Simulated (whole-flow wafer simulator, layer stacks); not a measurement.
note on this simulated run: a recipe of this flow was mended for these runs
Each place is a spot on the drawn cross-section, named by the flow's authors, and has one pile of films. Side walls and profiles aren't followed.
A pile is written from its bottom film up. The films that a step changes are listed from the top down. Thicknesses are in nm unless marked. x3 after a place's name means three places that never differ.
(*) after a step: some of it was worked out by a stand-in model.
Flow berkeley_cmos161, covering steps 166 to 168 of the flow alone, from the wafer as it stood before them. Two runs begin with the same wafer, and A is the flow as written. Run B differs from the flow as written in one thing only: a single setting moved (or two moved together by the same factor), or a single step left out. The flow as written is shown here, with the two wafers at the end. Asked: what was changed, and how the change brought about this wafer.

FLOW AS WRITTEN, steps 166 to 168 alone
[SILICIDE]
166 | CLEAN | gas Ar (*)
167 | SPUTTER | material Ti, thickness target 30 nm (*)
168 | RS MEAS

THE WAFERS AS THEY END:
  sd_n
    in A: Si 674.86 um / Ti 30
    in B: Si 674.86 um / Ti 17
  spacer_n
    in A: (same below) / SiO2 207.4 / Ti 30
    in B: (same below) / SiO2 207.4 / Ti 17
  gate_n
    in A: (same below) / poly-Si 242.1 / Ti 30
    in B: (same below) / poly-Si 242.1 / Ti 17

What caused this: step 167, SPUTTER: thickness target 17 nm was run, whereas the flow has thickness target 30 nm.
The wafer lets one read it off: sd_n has Ti 17, and step 167 as written asks for 30 nm.

The path from the change to this, step by step:
  167 | SPUTTER | material Ti, thickness target 30 nm (*)
      field, sd_n, spacer_n, gate_n, sd_p, spacer_p, gate_p, contact x2: A +30 Ti (new film) | B +17 Ti (new film)
